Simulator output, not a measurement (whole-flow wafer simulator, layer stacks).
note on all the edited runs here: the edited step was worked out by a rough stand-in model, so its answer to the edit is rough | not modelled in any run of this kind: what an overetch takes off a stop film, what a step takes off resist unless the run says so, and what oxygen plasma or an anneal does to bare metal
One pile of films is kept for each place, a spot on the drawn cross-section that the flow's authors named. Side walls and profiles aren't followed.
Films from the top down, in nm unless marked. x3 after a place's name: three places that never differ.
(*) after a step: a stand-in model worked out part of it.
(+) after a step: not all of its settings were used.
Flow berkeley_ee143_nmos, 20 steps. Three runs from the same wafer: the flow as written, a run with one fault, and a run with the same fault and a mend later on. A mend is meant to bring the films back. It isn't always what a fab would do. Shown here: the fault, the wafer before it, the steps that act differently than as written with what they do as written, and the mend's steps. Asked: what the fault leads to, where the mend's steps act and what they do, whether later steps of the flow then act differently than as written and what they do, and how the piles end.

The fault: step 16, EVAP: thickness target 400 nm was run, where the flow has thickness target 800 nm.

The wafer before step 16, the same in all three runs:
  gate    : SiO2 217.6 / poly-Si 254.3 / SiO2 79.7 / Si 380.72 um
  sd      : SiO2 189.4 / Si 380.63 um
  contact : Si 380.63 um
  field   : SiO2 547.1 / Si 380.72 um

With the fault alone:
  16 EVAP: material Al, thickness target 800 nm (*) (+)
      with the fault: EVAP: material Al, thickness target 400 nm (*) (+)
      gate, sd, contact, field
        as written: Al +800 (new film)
        with the fault: Al +400 (new film)
  Later steps of the flow that act differently than as written:
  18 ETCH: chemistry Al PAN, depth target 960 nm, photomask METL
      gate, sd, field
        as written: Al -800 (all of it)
        with the fault: Al -400 (all of it)
  At the end the piles differ from the flow's by more than 2% or 0.5 nm, whichever is larger, at contact.
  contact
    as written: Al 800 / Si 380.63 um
    with the fault: Al 400 / Si 380.63 um

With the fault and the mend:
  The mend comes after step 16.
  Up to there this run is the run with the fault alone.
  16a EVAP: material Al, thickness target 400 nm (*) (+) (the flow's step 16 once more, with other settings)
      gate, sd, contact, field
        Al +400
  No later step of the flow acts differently than as written at any place that is followed.
  At the end the piles are the same as the flow's at every place that both follow.
